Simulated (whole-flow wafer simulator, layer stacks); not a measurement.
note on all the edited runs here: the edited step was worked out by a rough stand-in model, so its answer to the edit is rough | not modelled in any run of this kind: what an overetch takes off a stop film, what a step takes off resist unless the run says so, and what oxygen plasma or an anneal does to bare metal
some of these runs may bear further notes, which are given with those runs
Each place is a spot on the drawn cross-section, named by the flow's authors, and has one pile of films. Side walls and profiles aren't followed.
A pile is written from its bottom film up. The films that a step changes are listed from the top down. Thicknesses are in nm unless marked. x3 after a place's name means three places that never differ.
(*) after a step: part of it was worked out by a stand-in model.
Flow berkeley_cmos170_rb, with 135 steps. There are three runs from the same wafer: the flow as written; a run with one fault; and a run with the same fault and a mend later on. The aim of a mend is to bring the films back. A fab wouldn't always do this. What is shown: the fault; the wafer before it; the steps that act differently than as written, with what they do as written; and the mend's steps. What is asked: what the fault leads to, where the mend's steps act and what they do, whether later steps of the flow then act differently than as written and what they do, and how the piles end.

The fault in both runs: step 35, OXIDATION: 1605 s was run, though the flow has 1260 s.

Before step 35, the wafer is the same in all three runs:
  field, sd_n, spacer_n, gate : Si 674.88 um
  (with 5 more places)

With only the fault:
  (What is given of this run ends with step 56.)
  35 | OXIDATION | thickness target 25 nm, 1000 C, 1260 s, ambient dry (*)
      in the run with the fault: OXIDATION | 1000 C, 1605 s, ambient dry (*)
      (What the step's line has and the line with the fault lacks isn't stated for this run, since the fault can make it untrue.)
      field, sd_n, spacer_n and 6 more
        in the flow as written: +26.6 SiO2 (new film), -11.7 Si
        in the run with the fault: +30.3 SiO2 (new film), -13.3 Si
  Steps further on in the flow that do not act as written:
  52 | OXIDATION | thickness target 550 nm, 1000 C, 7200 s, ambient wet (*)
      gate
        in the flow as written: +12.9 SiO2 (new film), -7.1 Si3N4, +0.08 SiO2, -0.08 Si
        in the run with the fault: +12.9 SiO2 (new film), -7.1 Si3N4
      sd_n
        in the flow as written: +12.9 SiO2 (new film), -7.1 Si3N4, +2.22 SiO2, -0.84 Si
        in the run with the fault: +12.9 SiO2 (new film), -7.1 Si3N4, +3.82 SiO2, -1.65 Si
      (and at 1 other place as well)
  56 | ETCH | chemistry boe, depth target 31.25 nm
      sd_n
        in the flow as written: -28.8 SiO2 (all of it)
        in the run with the fault: -31.2 SiO2
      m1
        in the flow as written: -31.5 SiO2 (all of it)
        in the run with the fault: -31.3 SiO2
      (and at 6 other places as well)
  Once step 56 is done, the piles at sd_n, m1 depart from the flow's by more than 2% or 0.5 nm, whichever is larger.
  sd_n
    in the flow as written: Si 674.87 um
    in the run with the fault: Si 674.87 um / SiO2 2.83
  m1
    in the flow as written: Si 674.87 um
    in the run with the fault: Si 674.86 um / SiO2 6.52

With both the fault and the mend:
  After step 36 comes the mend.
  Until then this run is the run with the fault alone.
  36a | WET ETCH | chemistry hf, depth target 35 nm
      field, sd_n, spacer_n and 6 more
        -30.3 SiO2 (all of it)
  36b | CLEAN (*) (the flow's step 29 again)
      leaves every film unchanged at each place that is followed
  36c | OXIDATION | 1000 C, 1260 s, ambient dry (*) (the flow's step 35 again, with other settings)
      field, sd_n, spacer_n and 6 more
        +26.6 SiO2 (new film), -11.7 Si
  Later steps of the flow that are run all act as written at every place that is followed.
  At the end the piles are close to the flow's at the places that both follow, differing by at most 2% or 0.5 nm, whichever is larger.
